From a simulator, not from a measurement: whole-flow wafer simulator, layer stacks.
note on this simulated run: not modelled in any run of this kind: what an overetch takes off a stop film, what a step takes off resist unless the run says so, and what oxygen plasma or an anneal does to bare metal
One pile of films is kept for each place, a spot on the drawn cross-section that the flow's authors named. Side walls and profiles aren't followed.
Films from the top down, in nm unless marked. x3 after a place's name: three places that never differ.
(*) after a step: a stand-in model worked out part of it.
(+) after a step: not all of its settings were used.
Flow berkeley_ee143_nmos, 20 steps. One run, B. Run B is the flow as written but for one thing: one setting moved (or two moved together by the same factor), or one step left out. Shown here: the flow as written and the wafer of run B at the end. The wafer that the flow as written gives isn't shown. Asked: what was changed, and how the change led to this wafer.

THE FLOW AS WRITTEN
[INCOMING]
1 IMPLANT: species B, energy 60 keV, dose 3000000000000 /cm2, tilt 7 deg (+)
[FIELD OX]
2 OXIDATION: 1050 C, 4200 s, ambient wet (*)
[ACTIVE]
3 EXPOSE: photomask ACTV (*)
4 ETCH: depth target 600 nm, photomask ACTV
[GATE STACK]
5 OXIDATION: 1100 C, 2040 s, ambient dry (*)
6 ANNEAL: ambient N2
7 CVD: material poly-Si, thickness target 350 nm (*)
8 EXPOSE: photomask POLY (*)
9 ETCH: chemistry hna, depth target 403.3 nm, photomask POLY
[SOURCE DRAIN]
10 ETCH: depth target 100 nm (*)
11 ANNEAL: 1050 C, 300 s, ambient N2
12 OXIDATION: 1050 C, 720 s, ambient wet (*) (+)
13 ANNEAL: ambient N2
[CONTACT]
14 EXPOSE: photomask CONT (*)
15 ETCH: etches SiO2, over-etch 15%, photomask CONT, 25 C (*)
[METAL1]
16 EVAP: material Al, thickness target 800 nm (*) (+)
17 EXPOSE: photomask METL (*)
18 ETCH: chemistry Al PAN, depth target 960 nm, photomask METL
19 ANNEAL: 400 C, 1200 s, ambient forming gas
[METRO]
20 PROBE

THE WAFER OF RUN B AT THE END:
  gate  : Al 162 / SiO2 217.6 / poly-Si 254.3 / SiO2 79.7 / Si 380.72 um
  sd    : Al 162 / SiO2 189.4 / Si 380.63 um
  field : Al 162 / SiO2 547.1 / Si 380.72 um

The cause: step 18, ETCH: depth target 638 nm was run, where the flow has depth target 960 nm.

How the change led to this, step by step:
  18 ETCH: chemistry Al PAN, depth target 960 nm, photomask METL
      gate, sd, field: Al -638 (as written it would be: Al -800 (all of it))
Counting metal films that touch as one body, gate has 1 body; the flow as written gives 0 bodies.
Counting metal films that touch as one body, sd has 1 body; the flow as written gives 0 bodies.
Counting metal films that touch as one body, field has 1 body; the flow as written gives 0 bodies.
